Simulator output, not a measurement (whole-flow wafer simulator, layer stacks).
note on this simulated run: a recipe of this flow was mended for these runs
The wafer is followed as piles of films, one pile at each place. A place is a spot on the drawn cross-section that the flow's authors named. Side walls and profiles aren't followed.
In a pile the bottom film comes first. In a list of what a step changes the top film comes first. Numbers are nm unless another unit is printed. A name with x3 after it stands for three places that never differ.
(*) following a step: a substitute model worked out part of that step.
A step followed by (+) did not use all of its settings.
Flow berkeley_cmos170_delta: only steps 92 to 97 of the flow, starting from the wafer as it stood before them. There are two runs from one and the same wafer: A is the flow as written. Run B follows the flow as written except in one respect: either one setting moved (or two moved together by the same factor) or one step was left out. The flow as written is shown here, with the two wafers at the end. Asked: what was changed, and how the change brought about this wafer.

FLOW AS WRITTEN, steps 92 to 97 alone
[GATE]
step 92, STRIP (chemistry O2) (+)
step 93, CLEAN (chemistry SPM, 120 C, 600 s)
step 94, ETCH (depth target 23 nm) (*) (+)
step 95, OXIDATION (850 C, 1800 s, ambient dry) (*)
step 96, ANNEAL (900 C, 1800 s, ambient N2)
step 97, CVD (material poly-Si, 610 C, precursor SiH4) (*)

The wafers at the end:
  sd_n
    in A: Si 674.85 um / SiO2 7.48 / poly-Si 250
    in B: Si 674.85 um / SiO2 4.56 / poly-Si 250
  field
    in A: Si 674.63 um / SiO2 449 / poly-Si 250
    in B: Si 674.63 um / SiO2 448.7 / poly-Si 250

The reason: step 95, OXIDATION: 720 s was run, while the flow as written has 1800 s.

Step by step, how the change led to this:
  step 95, OXIDATION (850 C, 1800 s, ambient dry) (*)
      sd_n, spacer_n, gate, sd_p, spacer_p x2, contact, m1: A SiO2 gains 7.48 (new film), Si loses 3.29 | B SiO2 gains 4.56 (new film), Si loses 2.01
